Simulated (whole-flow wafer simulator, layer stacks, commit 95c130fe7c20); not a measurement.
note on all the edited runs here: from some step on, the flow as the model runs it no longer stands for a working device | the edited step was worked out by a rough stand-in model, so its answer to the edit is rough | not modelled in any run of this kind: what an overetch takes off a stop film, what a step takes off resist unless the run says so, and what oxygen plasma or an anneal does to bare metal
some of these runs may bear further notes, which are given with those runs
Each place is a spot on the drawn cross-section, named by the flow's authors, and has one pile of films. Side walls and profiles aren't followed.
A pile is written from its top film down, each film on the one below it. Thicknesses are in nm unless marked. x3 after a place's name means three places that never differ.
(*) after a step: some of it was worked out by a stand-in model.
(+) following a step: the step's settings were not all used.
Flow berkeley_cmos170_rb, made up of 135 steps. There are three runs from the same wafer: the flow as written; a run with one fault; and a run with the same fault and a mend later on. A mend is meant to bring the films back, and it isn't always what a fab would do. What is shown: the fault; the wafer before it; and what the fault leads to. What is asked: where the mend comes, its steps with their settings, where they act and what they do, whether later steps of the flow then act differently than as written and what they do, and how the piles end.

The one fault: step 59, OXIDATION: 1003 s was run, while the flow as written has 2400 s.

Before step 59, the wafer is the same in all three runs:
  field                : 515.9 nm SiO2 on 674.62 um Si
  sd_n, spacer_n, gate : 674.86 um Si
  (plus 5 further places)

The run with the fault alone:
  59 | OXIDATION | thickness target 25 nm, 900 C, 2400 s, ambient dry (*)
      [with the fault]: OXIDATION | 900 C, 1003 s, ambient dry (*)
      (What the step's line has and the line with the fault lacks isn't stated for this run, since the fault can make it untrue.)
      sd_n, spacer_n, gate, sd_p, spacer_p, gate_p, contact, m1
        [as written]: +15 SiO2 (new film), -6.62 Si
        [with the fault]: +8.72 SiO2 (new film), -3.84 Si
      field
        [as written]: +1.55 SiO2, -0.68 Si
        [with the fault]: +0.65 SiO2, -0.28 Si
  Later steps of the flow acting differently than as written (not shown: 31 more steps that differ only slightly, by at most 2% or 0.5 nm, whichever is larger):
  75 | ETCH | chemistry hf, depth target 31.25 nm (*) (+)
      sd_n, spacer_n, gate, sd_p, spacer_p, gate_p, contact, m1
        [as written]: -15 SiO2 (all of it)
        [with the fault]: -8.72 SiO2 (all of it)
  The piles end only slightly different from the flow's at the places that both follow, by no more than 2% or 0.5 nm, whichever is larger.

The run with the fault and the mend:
  After step 64 comes the mend.
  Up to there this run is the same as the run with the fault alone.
  64a | STRIP (*) (+)
      sd_p
        -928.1 KrF resist (all of it)
      spacer_p
        -911.3 KrF resist (all of it)
      gate_p
        -910.4 KrF resist (all of it)
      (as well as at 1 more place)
  64b | CLEAN (*) (the flow's step 51 again)
      alters no film at any place that is followed
  64c | OXIDATION | 900 C, 1356 s, ambient dry (*) (the flow's step 59 again, with other settings)
      sd_n, spacer_n, gate, sd_p, spacer_p, gate_p, contact, m1
        +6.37 SiO2, -2.8 Si
      field
        +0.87 SiO2, -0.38 Si
  64d | COAT | KrF resist, thickness 900 nm (*) (the flow's step 61 again)
      field
        +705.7 KrF resist (new film)
      sd_n
        +957.4 KrF resist (new film)
      spacer_n
        +924.9 KrF resist (new film)
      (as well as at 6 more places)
  64e | EXPOSE | photomask PWELL (the flow's step 62 again)
      alters no film at any place that is followed
  64f | PEB | 130 C, 60 s (*) (the flow's step 63 again)
      alters no film at any place that is followed
  64g | DEVELOP | developer developer-D-0.26N, 45 s (the flow's step 64 again)
      sd_p, spacer_p, gate_p, m1
        -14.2 KrF resist
      field
        -705.7 KrF resist (all of it)
      sd_n
        -957.4 KrF resist (all of it)
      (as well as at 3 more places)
  Every later step of the flow that is run acts as written, at every place that is followed, to within 2% or 0.5 nm, whichever is larger.
  The piles end only slightly different from the flow's at the places that both follow, by no more than 2% or 0.5 nm, whichever is larger.
